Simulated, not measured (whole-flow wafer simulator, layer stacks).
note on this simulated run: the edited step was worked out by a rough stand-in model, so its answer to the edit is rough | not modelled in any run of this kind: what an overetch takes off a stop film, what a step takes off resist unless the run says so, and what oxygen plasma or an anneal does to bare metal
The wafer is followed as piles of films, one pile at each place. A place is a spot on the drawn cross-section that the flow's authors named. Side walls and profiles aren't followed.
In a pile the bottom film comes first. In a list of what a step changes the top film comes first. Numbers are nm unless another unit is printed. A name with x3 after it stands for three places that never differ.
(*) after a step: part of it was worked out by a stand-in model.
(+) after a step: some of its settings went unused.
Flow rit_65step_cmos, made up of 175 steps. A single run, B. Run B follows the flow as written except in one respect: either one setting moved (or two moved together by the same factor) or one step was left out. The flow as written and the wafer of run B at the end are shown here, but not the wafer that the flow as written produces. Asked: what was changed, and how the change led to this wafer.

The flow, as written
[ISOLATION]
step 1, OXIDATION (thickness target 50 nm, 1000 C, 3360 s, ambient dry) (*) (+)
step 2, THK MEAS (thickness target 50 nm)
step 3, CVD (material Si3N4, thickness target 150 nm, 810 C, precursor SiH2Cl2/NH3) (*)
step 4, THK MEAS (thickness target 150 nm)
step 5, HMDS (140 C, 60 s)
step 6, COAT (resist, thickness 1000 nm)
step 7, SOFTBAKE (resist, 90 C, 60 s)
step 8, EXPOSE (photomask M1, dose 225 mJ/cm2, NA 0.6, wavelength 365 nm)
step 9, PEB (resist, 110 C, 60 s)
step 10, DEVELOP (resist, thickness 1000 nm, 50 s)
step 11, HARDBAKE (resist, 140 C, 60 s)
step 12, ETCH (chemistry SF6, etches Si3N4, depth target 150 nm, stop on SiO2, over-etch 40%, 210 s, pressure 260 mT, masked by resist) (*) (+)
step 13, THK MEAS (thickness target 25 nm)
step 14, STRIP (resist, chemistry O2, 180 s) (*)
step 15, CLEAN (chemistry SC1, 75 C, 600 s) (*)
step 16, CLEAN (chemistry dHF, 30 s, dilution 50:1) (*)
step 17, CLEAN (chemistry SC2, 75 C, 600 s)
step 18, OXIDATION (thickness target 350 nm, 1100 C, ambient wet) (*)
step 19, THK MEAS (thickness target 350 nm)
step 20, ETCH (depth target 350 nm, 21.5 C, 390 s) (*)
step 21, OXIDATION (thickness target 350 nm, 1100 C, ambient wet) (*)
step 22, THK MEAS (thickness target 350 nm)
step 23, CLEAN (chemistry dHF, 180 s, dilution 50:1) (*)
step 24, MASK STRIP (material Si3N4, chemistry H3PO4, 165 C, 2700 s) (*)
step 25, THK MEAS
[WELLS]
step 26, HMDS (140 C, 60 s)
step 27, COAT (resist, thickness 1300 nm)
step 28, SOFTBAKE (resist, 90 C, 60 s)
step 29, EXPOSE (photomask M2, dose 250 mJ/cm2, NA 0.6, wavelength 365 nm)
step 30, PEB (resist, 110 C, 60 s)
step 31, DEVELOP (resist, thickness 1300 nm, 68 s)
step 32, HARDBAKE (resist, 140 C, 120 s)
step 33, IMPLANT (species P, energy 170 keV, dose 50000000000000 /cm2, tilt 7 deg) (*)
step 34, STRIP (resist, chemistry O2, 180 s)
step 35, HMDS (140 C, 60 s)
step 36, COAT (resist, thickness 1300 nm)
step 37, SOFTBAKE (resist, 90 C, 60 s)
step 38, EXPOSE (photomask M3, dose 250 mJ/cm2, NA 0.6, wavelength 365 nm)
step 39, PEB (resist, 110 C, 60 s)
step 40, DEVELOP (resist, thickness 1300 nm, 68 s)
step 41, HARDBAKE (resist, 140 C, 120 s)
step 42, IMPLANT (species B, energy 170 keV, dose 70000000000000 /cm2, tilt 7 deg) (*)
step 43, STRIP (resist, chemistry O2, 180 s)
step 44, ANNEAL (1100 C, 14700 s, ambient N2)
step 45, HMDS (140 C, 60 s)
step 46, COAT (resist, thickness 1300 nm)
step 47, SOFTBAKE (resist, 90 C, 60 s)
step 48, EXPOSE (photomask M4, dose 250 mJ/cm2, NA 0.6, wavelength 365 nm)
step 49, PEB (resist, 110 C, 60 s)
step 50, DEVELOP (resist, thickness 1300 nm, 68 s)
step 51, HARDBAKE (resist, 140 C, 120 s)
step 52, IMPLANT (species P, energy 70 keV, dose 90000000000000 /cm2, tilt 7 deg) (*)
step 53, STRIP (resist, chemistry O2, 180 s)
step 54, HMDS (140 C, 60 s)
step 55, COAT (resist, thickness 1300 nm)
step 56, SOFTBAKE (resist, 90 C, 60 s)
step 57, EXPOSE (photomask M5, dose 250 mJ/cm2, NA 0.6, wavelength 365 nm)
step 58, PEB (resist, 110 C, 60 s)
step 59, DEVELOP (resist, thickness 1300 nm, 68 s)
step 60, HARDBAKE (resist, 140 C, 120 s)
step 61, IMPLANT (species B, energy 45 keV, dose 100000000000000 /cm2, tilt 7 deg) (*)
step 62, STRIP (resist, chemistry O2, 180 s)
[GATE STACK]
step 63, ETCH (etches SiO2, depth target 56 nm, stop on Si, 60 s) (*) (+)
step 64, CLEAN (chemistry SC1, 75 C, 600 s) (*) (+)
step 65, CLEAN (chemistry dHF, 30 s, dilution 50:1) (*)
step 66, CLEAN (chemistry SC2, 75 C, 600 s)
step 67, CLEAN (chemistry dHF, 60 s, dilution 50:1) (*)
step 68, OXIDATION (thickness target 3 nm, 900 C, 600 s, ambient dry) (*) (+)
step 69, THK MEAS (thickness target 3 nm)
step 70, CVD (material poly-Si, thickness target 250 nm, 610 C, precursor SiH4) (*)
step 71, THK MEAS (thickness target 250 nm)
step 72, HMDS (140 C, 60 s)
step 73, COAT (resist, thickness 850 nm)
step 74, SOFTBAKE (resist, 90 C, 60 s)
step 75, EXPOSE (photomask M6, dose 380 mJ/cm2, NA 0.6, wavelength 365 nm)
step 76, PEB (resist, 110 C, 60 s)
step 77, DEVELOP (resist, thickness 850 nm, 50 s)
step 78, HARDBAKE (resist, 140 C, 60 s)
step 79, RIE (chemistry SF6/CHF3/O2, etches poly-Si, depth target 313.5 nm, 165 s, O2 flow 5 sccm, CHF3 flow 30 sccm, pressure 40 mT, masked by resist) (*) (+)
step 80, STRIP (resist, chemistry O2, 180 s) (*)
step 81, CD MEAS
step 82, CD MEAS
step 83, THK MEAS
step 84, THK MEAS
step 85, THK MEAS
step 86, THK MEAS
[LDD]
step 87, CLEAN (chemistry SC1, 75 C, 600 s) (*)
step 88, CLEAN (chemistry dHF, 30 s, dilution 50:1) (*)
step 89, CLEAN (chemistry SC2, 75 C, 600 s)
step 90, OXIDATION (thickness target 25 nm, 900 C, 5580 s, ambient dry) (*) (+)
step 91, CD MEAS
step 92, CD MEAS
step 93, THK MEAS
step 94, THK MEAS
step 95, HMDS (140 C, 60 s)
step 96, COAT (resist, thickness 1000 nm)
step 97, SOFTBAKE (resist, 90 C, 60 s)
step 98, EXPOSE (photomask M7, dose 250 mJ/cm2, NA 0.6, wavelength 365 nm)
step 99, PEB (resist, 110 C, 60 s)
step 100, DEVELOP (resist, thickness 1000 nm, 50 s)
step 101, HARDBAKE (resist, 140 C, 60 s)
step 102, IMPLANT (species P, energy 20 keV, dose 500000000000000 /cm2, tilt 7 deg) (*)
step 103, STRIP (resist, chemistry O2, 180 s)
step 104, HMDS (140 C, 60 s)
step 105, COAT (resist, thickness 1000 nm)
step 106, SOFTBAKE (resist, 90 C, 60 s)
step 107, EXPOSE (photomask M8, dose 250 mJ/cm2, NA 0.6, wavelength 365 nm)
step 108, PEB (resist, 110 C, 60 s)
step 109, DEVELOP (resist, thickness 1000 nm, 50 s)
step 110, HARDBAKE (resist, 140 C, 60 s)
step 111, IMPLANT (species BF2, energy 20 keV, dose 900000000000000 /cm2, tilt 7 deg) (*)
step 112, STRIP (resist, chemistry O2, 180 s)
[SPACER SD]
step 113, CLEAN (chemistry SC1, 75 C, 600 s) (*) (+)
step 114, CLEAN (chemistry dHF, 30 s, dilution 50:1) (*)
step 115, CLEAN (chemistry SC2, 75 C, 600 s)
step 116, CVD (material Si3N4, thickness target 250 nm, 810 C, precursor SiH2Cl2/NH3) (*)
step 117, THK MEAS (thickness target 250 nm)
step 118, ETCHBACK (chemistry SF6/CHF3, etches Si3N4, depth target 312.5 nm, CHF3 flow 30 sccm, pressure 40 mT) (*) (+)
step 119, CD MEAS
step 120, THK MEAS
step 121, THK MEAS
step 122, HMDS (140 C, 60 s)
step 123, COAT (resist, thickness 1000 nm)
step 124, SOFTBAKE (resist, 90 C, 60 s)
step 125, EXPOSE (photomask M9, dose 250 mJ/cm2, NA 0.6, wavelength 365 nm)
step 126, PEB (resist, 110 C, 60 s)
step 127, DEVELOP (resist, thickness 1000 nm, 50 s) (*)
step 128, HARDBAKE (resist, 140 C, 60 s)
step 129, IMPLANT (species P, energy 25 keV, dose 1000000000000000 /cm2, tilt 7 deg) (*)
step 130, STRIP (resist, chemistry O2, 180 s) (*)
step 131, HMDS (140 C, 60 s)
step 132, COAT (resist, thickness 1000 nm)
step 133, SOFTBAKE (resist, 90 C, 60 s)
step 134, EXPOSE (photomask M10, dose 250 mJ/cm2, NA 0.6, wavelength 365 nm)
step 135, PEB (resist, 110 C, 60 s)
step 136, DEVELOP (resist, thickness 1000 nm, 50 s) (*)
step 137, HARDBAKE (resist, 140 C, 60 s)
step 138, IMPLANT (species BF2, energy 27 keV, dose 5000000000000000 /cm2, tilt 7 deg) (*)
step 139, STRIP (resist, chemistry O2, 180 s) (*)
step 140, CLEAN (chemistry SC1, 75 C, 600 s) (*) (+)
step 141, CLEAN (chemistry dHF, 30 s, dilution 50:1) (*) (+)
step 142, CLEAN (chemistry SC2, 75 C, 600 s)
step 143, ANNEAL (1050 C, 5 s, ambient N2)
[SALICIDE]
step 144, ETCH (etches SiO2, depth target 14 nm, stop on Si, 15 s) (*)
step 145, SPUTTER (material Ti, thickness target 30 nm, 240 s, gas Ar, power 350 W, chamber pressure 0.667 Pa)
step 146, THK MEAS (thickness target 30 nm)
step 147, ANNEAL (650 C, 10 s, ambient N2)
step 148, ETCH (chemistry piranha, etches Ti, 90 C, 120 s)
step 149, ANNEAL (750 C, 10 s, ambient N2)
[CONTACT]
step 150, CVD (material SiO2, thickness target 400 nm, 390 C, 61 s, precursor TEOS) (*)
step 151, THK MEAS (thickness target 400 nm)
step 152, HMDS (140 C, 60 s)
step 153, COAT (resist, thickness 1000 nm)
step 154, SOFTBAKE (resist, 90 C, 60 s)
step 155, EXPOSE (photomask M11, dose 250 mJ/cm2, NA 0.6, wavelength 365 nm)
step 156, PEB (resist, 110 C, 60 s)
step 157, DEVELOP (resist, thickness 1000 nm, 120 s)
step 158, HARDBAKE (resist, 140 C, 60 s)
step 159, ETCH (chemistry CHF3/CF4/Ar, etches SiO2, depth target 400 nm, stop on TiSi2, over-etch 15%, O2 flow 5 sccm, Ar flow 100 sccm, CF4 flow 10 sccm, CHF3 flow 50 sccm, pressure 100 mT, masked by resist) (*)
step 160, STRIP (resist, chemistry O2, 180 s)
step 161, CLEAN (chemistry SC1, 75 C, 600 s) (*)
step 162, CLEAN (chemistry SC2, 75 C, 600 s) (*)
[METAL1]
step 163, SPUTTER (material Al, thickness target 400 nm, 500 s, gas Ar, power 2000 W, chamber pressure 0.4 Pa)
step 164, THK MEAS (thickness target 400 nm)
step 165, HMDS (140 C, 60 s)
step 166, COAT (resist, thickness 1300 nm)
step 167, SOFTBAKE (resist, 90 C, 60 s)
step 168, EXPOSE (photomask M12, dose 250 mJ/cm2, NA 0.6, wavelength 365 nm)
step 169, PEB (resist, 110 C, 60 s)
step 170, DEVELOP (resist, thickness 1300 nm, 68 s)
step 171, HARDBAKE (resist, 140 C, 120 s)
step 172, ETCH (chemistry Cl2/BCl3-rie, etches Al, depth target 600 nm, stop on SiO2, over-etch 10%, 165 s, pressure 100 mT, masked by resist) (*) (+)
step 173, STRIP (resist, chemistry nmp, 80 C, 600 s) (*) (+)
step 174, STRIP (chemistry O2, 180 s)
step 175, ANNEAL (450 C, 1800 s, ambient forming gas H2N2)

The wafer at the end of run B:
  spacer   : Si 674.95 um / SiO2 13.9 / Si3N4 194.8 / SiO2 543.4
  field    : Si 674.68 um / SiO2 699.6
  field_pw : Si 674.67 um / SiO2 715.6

The reason: step 150, CVD: thickness target 580 nm was run, whereas the flow has thickness target 400 nm.

How this came from the change, step by step:
  step 150, CVD (material SiO2, thickness target 400 nm, 390 C, 61 s, precursor TEOS) (*)
      field, field_pw, field_nw, field_p: SiO2 gains 580 (it would be, as written: SiO2 gains 400)
      spacer, spacer_p: SiO2 gains 580 (new film) (it would be, as written: SiO2 gains 400 (new film))
      (also at 2 further places)
